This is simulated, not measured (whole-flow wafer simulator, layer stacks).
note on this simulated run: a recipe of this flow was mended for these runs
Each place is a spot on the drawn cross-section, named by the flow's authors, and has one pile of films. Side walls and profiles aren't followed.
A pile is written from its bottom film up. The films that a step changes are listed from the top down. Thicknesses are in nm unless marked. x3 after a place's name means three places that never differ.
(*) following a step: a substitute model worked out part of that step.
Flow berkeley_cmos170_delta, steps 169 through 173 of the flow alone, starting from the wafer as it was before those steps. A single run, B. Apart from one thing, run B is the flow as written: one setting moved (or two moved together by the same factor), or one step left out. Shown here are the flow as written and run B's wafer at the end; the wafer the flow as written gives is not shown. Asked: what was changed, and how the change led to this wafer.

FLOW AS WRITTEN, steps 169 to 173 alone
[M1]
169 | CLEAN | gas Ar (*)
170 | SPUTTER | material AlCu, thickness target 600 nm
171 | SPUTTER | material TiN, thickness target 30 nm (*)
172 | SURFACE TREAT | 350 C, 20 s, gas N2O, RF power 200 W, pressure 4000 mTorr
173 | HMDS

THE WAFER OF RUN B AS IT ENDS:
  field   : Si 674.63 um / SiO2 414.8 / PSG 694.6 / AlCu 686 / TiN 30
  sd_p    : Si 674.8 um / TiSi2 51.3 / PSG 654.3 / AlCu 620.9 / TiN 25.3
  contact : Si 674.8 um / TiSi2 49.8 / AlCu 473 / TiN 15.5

The reason: step 170, SPUTTER: thickness target 686 nm was run, though the flow has thickness target 600 nm.
The wafer lets one read it off: field has AlCu 686, and step 170 as written asks for 600 nm.

The path from the change to this, step by step:
  170 | SPUTTER | material AlCu, thickness target 600 nm
      field, sd_n, spacer_n, gate, spacer_p, gate_p, m1: AlCu gains 686 (new film) (it would be, as written: AlCu gains 600 (new film))
      sd_p: AlCu gains 620.9 (new film) (it would be, as written: AlCu gains 539.5 (new film))
      (and at 1 other place as well)
  171 | SPUTTER | material TiN, thickness target 30 nm (*)
      contact: TiN gains 15.5 (new film) (it would be, as written: TiN gains 16.3 (new film))
